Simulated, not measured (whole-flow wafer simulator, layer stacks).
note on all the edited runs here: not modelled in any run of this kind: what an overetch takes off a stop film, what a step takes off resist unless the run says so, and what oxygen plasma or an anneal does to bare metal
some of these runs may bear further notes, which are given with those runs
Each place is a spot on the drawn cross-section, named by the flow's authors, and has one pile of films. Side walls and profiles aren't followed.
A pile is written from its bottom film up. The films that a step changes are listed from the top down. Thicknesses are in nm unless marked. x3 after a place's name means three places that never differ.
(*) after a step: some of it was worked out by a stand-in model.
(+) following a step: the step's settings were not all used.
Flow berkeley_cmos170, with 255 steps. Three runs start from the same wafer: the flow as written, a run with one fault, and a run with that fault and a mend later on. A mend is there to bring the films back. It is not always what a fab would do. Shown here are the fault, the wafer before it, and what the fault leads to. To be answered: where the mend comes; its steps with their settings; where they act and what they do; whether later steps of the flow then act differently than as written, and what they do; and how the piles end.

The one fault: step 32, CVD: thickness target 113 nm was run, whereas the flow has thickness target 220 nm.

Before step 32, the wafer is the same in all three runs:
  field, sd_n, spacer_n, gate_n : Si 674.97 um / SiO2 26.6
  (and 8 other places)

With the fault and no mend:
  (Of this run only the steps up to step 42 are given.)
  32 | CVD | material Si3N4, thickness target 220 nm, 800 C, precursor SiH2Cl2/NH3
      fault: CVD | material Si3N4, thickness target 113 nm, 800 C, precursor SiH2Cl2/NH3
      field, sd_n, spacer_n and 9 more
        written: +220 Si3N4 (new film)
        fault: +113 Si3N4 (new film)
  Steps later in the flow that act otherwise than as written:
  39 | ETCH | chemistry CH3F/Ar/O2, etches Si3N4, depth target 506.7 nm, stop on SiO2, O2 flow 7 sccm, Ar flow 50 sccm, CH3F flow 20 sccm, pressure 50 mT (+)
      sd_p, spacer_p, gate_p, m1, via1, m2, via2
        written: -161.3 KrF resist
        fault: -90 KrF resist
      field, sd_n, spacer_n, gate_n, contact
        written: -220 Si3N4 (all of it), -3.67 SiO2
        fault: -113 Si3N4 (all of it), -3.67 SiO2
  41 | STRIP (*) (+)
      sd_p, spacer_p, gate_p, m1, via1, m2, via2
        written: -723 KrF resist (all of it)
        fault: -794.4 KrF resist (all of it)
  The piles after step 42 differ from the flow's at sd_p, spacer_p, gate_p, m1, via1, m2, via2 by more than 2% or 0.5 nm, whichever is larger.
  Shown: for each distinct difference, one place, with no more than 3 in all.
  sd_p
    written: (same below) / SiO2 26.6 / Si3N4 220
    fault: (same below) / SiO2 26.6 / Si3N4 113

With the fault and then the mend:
  The mend follows step 32.
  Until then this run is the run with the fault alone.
  32a | ETCH | chemistry h3po4, depth target 130 nm
      field, sd_n, spacer_n and 9 more
        -113 Si3N4 (all of it)
  32b | CLEAN | chemistry SPM (the flow's step 25, run once more)
      leaves every film unchanged at each place that is followed
  32c | CVD | material Si3N4, thickness target 220 nm, 800 C, precursor SiH2Cl2/NH3 (the flow's step 32, run once more)
      field, sd_n, spacer_n and 9 more
        +220 Si3N4 (new film)
  Later steps of the flow that are run all act as written at every place that is followed.
  The piles end the same as the flow's at every place that both follow.
